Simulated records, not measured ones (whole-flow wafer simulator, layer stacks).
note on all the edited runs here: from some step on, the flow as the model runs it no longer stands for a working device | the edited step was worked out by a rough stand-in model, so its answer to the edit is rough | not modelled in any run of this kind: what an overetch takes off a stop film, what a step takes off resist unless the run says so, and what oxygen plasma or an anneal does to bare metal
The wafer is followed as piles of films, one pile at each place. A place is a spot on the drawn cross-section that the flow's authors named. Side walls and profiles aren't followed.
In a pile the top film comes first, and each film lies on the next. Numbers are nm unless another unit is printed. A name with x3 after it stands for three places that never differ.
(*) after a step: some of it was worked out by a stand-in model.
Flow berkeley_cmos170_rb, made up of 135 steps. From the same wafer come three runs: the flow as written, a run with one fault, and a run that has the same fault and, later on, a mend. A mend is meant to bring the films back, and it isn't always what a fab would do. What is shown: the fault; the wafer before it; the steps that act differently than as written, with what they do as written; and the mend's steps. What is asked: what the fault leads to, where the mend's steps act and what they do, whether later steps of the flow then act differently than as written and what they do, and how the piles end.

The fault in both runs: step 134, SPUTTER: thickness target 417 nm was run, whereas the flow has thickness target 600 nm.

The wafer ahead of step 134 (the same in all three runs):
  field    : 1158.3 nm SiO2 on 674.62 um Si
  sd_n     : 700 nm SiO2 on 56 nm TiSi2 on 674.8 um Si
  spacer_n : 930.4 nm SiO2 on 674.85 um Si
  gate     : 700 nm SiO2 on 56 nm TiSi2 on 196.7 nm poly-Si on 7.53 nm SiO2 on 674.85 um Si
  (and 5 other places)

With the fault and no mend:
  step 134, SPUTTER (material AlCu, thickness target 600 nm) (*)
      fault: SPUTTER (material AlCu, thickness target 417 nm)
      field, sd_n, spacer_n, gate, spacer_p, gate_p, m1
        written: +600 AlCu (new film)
        fault: +417 AlCu (new film)
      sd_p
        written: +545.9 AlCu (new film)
        fault: +373.8 AlCu (new film)
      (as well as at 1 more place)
  None of the later steps of the flow acts differently than as written at any place that is followed.
  By the end, the piles at field, sd_n, spacer_n and 6 more depart from the flow's by more than 2% or 0.5 nm, whichever is larger.
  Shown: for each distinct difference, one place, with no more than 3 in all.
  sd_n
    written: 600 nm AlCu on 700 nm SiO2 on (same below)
    fault: 417 nm AlCu on 700 nm SiO2 on (same below)
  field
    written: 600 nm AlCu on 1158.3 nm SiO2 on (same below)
    fault: 417 nm AlCu on 1158.3 nm SiO2 on (same below)
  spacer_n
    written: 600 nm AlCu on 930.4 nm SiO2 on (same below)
    fault: 417 nm AlCu on 930.4 nm SiO2 on (same below)

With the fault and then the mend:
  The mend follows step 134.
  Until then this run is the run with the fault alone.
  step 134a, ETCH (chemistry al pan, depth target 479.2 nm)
      field, sd_n, spacer_n, gate, spacer_p, gate_p, m1
        -417 AlCu (all of it)
      sd_p
        -373.8 AlCu (all of it)
      contact
        -292.4 AlCu (all of it)
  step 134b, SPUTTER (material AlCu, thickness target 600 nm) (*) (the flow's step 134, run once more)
      field, sd_n, spacer_n, gate, spacer_p, gate_p, m1
        +600 AlCu (new film)
      sd_p
        +545.9 AlCu (new film)
      contact
        +415.1 AlCu (new film)
  None of the later steps of the flow acts differently than as written at any place that is followed.
  At every place that both follow, the piles at the end match the flow's.
